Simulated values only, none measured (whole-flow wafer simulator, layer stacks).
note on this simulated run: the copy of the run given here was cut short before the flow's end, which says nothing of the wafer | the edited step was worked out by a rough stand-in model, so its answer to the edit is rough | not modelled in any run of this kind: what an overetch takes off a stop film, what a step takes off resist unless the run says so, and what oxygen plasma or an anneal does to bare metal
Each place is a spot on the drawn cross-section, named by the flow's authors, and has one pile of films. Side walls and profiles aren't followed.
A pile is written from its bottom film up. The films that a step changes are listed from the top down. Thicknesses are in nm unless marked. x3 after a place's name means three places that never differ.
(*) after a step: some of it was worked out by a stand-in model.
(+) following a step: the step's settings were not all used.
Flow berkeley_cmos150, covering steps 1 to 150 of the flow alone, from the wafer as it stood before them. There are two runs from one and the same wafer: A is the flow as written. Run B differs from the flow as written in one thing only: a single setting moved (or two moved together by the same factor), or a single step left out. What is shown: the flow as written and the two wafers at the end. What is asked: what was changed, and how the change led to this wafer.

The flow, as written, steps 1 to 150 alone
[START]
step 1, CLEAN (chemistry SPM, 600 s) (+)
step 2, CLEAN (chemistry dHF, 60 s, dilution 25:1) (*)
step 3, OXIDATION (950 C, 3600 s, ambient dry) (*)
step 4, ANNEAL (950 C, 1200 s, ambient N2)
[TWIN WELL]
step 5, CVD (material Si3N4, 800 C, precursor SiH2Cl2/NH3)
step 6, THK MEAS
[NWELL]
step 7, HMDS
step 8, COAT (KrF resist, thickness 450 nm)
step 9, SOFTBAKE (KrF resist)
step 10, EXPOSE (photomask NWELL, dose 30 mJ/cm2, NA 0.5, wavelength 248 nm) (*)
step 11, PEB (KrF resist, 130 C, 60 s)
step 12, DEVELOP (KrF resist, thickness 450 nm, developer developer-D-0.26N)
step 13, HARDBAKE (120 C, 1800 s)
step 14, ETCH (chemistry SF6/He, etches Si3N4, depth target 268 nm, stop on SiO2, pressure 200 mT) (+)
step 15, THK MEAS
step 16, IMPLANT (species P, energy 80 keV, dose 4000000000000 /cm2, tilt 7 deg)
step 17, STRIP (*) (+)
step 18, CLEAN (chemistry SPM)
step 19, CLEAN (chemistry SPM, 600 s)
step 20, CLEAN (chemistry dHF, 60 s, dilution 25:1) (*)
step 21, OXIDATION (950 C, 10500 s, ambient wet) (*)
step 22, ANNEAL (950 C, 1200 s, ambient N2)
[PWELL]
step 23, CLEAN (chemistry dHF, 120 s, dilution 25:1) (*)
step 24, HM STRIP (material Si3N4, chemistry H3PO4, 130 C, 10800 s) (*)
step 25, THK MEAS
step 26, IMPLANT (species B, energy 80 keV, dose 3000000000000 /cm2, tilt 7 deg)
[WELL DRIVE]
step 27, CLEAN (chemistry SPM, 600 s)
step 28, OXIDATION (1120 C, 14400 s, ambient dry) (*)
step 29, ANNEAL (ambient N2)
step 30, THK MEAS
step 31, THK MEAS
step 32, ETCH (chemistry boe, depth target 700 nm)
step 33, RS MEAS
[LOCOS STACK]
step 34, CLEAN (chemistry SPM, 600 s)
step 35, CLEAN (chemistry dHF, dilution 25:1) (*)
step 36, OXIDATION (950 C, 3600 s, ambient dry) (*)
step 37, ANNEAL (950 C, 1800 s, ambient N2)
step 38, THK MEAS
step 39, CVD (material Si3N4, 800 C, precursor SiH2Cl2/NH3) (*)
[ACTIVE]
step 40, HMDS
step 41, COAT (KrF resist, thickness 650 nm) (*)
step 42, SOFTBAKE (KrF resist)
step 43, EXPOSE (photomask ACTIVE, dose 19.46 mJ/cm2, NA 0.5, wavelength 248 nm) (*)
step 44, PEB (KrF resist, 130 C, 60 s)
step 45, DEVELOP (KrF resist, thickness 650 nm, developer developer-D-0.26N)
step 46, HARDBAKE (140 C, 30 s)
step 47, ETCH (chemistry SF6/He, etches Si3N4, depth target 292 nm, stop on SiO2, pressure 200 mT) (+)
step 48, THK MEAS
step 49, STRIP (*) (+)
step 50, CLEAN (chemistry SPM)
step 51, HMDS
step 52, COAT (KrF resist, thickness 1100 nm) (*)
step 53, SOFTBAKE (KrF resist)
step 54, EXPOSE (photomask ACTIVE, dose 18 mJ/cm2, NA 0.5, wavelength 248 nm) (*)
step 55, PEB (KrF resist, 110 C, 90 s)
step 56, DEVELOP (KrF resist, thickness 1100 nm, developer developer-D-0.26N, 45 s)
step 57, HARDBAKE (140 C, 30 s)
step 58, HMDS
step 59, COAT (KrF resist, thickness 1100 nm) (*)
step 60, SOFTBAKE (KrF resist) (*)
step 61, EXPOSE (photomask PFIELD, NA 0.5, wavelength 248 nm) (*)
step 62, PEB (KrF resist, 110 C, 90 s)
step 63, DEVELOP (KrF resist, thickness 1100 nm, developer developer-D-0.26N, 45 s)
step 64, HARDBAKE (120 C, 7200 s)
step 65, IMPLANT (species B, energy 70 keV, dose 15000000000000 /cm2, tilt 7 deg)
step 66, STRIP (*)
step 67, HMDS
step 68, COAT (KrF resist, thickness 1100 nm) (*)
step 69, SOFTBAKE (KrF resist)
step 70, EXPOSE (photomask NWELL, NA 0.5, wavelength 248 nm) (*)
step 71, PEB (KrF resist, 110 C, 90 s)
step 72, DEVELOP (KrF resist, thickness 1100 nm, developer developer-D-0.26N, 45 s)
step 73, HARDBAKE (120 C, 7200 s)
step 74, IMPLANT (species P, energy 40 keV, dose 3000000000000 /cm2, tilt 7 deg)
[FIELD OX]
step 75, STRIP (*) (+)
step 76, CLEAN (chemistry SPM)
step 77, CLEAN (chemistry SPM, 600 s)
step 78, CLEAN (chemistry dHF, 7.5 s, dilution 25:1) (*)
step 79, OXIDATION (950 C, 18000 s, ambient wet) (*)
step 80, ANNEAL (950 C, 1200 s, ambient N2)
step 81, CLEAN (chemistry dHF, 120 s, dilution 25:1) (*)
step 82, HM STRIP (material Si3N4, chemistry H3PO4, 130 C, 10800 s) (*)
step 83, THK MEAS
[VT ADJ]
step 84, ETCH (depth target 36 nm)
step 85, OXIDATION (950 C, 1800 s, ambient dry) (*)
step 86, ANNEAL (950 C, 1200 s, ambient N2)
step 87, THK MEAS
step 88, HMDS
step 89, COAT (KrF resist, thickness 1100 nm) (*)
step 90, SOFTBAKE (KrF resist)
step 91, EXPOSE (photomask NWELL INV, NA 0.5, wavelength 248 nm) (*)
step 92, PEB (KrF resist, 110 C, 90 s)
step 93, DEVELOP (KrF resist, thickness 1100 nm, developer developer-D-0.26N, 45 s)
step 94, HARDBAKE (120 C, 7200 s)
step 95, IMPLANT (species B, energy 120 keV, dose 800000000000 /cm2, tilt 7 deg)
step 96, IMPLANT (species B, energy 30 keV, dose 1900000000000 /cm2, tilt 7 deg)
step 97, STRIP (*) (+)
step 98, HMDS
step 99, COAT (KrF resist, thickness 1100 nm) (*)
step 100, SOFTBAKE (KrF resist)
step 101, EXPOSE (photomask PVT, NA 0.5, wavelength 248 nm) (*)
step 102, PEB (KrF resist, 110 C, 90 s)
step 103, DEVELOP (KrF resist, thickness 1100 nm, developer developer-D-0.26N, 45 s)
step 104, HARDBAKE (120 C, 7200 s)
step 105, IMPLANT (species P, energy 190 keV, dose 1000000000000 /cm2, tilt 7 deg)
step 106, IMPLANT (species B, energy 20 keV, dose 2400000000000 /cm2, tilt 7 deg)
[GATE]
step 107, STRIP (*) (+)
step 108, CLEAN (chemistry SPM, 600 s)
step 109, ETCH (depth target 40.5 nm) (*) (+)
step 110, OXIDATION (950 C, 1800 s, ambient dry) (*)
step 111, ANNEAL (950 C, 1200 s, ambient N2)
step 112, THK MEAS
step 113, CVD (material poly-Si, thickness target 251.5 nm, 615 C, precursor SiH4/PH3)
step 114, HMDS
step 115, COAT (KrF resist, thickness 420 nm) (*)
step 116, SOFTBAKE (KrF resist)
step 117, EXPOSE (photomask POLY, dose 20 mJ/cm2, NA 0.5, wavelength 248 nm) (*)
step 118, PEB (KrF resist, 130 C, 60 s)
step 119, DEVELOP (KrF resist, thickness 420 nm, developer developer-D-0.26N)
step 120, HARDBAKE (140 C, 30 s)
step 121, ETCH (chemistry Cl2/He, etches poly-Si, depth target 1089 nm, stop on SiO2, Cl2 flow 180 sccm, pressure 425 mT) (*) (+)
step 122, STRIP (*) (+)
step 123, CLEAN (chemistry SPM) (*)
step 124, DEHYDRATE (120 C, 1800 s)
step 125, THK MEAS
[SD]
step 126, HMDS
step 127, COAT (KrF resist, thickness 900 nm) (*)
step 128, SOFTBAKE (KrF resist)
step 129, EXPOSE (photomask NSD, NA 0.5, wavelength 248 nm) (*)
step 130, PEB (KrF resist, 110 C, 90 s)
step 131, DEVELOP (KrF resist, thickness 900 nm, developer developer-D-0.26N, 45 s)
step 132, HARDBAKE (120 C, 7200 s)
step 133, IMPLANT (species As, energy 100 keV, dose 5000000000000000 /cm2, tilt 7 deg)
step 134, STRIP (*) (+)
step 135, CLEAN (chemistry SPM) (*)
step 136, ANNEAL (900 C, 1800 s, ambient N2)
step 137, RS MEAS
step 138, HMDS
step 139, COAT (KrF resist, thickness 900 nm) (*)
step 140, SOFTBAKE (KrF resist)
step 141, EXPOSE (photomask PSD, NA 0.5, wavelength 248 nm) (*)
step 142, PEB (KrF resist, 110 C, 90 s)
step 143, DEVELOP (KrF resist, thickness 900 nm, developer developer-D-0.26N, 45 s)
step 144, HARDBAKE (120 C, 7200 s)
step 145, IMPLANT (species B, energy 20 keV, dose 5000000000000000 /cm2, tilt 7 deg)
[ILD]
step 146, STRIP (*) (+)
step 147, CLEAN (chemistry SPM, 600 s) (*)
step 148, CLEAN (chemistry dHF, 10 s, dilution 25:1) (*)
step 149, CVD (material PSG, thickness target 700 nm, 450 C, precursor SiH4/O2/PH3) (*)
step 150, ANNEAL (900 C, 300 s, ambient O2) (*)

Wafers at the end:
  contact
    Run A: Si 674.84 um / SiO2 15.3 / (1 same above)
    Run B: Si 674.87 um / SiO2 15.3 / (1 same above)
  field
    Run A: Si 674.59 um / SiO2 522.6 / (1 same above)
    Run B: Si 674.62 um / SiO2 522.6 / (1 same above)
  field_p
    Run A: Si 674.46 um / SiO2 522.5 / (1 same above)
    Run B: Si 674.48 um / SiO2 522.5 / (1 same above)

What caused this: step 28, OXIDATION: 8640 s was run, while the flow as written has 14400 s.

The path from the change to this, step by step:
  step 28, OXIDATION (1120 C, 14400 s, ambient dry) (*)
      field, sd_n, gate_n, contact, m1: A +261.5 SiO2, -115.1 Si | B +188.1 SiO2, -82.8 Si
      field_p, sd_p, gate_p: A +103.6 SiO2, -45.6 Si | B +64.4 SiO2, -28.3 Si
  step 32, ETCH (chemistry boe, depth target 700 nm)
      field, sd_n, gate_n, contact, m1: A -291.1 SiO2 (all of it) | B -217.7 SiO2 (all of it)
      field_p, sd_p, gate_p: A -555.5 SiO2 (all of it) | B -516.2 SiO2 (all of it)
